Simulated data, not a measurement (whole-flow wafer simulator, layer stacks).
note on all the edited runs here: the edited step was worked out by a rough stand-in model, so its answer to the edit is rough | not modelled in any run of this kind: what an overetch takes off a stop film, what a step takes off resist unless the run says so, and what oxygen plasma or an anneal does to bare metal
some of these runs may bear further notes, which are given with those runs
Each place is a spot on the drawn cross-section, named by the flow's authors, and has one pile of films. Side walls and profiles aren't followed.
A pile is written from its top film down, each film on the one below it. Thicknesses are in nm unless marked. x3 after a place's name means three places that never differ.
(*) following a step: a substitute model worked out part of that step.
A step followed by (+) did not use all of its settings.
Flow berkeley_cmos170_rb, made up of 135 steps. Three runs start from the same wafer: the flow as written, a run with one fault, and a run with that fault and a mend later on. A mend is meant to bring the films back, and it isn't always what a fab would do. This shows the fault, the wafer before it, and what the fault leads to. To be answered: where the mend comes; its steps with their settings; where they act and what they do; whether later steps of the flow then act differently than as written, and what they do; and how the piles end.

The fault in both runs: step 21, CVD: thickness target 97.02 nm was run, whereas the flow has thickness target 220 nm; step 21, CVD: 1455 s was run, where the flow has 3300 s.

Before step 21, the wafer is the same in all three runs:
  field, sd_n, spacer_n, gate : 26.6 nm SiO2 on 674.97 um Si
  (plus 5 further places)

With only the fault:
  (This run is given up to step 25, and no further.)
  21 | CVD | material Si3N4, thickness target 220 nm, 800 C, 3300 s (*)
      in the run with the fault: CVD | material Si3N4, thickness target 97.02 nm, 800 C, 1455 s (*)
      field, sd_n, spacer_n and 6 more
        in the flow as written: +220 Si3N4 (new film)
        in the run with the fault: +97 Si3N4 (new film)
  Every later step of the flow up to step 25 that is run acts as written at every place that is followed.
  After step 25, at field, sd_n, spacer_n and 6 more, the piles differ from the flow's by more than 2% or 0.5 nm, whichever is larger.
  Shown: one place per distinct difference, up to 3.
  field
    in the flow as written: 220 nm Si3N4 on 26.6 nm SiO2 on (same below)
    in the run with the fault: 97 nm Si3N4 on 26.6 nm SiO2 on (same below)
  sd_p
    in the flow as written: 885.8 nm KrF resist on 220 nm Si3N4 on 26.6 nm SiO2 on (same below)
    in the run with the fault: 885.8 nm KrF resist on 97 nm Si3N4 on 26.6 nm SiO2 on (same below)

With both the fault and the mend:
  The mend stands after step 25.
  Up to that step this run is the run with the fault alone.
  25a | STRIP (*) (+)
      sd_p, spacer_p, gate_p, m1
        -885.8 KrF resist (all of it)
  25b | CLEAN (*) (the flow's step 18, run once more)
      does not change any film at any place that is followed
  25c | CVD | material Si3N4, thickness target 123 nm, 800 C, 1845 s (*) (the flow's step 21, run once more with other settings)
      field, sd_n, spacer_n and 6 more
        +123 Si3N4
  25d | COAT | KrF resist, thickness 900 nm (the flow's step 22, run once more)
      field, sd_n, spacer_n and 6 more
        +900 KrF resist (new film)
  25e | EXPOSE | photomask PWELL (the flow's step 23, run once more)
      does not change any film at any place that is followed
  25f | PEB | 130 C, 60 s (*) (the flow's step 24, run once more)
      does not change any film at any place that is followed
  25g | DEVELOP | developer developer-D-0.26N, 45 s (the flow's step 25, run once more)
      field, sd_n, spacer_n, gate, contact
        -900 KrF resist (all of it)
      sd_p, spacer_p, gate_p, m1
        -14.2 KrF resist
  Every later step of the flow that is run acts as written at every place that is followed.
  By the end, the piles equal the flow's at every place that both follow.
